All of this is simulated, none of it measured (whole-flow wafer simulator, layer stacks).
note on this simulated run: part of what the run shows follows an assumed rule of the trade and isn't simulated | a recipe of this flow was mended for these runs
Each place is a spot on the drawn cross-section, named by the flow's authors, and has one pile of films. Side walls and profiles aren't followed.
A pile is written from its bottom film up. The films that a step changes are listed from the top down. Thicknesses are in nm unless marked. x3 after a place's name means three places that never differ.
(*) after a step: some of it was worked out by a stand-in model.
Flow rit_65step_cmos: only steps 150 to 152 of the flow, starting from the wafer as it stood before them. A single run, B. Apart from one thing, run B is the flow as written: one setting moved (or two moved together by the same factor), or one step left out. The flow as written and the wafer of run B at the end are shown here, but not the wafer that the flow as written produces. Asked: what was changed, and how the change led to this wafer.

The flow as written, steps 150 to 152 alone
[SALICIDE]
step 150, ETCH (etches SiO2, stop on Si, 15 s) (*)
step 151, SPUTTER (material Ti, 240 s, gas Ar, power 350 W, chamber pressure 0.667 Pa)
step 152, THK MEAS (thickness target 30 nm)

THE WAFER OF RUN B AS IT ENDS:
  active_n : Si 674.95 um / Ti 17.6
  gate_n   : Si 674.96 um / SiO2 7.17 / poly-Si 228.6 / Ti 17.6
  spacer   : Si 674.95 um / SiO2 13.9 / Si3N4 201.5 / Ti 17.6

What caused this: step 151, SPUTTER: 141 s was run, while the flow as written has 240 s.

How this came from the change, step by step:
  step 151, SPUTTER (material Ti, 240 s, gas Ar, power 350 W, chamber pressure 0.667 Pa)
      field, field_pw, field_nw and 11 more: Ti gains 17.6 (new film) (it would be, as written: Ti gains 30 (new film))
